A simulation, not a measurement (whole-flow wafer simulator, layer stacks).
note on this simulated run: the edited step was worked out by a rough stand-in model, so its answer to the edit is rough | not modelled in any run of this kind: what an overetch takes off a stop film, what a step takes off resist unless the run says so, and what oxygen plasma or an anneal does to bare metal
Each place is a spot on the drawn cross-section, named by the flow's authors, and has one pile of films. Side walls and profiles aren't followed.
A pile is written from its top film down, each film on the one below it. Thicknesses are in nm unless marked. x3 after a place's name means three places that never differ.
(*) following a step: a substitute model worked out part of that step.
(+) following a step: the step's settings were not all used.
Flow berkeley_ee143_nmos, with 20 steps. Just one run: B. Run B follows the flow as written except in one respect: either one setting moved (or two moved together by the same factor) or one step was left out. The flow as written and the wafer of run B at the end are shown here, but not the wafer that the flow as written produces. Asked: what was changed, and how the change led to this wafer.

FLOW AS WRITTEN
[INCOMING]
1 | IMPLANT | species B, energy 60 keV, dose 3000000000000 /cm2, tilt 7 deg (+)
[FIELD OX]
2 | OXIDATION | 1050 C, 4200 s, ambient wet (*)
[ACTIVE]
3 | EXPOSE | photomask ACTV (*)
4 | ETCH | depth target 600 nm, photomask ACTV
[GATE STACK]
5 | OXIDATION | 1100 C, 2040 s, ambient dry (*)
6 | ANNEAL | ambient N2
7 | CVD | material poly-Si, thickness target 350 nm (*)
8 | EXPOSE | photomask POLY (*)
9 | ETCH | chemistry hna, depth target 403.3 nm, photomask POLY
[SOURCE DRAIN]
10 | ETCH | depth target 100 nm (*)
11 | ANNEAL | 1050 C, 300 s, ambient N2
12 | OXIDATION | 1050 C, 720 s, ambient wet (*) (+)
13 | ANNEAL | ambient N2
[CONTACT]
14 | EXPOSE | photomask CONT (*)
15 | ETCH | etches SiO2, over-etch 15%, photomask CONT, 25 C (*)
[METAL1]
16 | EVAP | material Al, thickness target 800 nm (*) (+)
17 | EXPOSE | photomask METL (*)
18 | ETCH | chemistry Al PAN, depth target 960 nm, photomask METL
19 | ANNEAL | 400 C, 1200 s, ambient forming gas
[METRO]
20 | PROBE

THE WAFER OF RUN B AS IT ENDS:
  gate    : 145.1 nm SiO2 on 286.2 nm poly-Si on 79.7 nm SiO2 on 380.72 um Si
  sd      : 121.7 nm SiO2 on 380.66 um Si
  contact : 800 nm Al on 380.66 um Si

The reason: step 12, OXIDATION: 396 s was run, though the flow has 720 s.

Step by step, how the change led to this:
  12 | OXIDATION | 1050 C, 720 s, ambient wet (*) (+)
      sd, contact: +121.7 SiO2 (new film), -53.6 Si (as written it would have been: +189.4 SiO2 (new film), -83.4 Si)
      gate: +145.1 SiO2 (new film), -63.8 poly-Si (as written it would have been: +217.6 SiO2 (new film), -95.7 poly-Si)
      (and at 1 other place as well)
  15 | ETCH | etches SiO2, over-etch 15%, photomask CONT, 25 C (*)
      contact: -121.7 SiO2 (all of it) (as written it would have been: -189.4 SiO2 (all of it))
